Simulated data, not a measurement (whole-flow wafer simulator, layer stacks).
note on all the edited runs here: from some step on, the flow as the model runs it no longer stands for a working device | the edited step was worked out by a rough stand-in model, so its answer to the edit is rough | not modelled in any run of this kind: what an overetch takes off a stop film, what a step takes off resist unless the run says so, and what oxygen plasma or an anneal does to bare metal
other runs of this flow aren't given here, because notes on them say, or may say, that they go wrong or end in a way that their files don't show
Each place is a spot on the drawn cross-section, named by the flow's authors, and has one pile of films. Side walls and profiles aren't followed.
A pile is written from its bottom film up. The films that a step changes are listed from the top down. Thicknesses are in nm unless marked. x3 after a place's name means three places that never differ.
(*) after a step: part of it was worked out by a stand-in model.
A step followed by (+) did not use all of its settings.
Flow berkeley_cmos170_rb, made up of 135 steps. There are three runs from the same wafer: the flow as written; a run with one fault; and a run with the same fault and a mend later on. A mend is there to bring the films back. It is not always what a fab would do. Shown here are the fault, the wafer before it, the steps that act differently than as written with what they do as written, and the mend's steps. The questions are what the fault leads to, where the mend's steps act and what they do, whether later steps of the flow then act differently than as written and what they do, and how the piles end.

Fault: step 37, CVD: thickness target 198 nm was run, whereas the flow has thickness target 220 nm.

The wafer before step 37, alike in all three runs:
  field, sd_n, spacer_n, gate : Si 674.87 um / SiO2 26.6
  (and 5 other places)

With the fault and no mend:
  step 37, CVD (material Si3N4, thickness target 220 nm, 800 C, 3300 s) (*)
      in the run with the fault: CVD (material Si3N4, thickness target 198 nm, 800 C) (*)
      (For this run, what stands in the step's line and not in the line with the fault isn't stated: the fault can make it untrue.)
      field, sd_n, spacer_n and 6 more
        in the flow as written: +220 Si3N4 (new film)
        in the run with the fault: +198 Si3N4 (new film)
  Later steps of the flow acting differently than as written (30 more steps, not shown, differ only slightly: by at most 2% or 0.5 nm, whichever is larger):
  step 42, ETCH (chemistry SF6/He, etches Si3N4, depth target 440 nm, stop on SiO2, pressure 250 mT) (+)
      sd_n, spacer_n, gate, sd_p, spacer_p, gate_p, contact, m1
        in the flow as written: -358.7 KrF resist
        in the run with the fault: -322.8 KrF resist
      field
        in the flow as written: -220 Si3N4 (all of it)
        in the run with the fault: -198 Si3N4 (all of it)
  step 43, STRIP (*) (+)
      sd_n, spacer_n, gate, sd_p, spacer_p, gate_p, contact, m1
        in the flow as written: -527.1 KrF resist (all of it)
        in the run with the fault: -563 KrF resist (all of it)
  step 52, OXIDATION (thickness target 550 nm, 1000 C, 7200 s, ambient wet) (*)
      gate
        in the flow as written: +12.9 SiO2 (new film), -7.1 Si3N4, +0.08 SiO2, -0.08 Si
        in the run with the fault: +12.9 SiO2 (new film), -7.1 Si3N4
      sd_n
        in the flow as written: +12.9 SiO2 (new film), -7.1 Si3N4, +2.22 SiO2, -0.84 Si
        in the run with the fault: +12.9 SiO2 (new film), -7.1 Si3N4, +4.39 SiO2, -1.81 Si
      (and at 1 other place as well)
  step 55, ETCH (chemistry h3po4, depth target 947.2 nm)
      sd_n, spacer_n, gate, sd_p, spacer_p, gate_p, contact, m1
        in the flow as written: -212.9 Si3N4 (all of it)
        in the run with the fault: -190.9 Si3N4 (all of it)
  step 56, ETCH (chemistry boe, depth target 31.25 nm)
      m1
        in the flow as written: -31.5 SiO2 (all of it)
        in the run with the fault: -31.2 SiO2
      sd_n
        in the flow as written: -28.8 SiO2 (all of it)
        in the run with the fault: -30.9 SiO2 (all of it)
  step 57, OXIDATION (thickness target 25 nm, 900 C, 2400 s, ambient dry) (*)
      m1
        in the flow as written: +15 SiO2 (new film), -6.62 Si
        in the run with the fault: +13 SiO2, -5.74 Si
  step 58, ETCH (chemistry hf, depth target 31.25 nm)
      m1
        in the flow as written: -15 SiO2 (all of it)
        in the run with the fault: -17.2 SiO2 (all of it)
  The piles end only slightly different from the flow's at the places that both follow, by no more than 2% or 0.5 nm, whichever is larger.

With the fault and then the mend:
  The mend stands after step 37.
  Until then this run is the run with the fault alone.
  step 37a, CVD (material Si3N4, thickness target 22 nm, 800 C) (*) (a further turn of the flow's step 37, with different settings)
      field, sd_n, spacer_n and 6 more
        +22 Si3N4
  Every later step of the flow that is run acts as written at every place that is followed.
  At every place that both follow, the piles at the end match the flow's.
